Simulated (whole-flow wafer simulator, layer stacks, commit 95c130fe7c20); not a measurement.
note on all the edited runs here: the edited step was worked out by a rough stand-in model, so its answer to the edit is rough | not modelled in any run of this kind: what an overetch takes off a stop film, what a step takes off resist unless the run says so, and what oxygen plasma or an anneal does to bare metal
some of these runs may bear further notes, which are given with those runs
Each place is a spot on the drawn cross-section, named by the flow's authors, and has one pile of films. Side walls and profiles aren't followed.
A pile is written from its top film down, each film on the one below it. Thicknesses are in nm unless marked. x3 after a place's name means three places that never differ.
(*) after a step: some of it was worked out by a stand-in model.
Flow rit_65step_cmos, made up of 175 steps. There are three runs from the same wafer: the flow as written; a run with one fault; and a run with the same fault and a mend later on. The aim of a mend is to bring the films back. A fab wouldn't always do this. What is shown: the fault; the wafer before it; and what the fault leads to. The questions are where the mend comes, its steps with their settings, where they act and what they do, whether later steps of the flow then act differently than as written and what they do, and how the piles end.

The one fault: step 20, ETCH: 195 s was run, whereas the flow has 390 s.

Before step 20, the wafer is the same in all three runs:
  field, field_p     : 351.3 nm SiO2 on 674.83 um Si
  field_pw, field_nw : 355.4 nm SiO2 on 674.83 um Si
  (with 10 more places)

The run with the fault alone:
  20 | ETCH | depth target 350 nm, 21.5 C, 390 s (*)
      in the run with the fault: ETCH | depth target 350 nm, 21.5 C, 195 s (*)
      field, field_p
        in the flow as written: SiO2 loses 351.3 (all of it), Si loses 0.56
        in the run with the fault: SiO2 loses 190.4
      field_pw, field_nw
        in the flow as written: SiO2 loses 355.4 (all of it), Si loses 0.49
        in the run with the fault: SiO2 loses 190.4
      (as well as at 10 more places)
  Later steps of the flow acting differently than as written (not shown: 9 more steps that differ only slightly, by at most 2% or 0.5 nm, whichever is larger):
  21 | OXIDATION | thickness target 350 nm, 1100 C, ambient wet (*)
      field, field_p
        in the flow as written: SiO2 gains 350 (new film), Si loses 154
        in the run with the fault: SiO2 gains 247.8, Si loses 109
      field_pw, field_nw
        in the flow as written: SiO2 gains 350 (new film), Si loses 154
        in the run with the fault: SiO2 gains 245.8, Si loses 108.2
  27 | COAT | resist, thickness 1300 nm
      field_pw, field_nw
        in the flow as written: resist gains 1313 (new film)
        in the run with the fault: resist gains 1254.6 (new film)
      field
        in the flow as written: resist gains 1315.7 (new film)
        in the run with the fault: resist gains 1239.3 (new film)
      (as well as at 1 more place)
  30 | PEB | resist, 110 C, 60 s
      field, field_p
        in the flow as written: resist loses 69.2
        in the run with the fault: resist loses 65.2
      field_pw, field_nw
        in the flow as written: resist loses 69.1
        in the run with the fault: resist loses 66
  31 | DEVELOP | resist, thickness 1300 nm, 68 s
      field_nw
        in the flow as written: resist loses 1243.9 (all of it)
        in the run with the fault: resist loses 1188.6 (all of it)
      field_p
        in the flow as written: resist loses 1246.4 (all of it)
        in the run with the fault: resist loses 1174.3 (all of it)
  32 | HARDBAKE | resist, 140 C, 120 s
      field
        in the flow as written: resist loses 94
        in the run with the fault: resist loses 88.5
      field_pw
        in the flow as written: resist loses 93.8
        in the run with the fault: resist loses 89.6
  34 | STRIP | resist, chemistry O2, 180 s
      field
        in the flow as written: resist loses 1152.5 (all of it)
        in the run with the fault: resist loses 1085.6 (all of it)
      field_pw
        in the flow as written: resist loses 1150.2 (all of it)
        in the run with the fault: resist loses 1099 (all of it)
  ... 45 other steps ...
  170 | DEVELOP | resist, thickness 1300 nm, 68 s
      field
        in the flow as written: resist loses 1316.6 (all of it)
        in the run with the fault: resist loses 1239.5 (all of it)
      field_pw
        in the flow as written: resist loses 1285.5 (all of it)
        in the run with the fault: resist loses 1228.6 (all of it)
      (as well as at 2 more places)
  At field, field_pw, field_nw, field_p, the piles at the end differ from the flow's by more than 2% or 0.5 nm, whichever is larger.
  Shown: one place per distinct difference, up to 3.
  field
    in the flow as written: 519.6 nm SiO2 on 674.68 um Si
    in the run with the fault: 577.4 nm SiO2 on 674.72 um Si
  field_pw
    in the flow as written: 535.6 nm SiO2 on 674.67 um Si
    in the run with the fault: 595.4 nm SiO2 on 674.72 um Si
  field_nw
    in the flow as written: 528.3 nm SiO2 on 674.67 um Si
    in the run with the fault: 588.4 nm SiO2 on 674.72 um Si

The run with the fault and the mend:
  The mend stands after step 20.
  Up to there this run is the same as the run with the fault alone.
  20a | ETCH | depth target 350 nm, 21.5 C, 195 s (a further turn of the flow's step 20, with different settings)
      field, field_p
        SiO2 loses 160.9 (all of it)
      field_pw, field_nw
        SiO2 loses 164.9 (all of it)
  None of the later steps of the flow differs from how it acts as written, at any place that is followed, by more than 2% or 0.5 nm, whichever is larger.
  At the end the piles are close to the flow's at the places that both follow, differing by at most 2% or 0.5 nm, whichever is larger.
